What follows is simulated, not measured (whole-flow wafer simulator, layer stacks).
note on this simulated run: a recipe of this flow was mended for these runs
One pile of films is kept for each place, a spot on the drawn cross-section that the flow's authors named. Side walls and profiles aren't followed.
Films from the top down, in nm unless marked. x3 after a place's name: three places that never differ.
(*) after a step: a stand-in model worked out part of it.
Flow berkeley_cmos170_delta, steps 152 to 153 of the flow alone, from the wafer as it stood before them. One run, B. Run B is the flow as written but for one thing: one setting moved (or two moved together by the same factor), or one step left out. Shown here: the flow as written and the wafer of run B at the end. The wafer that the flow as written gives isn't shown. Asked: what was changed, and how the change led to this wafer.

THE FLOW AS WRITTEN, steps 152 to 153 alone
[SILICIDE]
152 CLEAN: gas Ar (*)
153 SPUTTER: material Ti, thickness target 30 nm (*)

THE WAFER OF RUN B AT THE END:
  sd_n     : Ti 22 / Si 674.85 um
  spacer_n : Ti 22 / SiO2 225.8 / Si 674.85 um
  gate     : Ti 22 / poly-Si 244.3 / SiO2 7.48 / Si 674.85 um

The cause: step 153, SPUTTER: thickness target 22 nm was run, where the flow has thickness target 30 nm.
It can be read off the wafer: sd_n has Ti 22, and step 153 as written asks for 30 nm.

How the change led to this, step by step:
  153 SPUTTER: material Ti, thickness target 30 nm (*)
      field, sd_n, spacer_n, gate, spacer_p, gate_p, contact x2: Ti +22 (new film) (as written it would be: Ti +30 (new film))
      sd_p: Ti +20.2 (new film) (as written it would be: Ti +27.5 (new film))
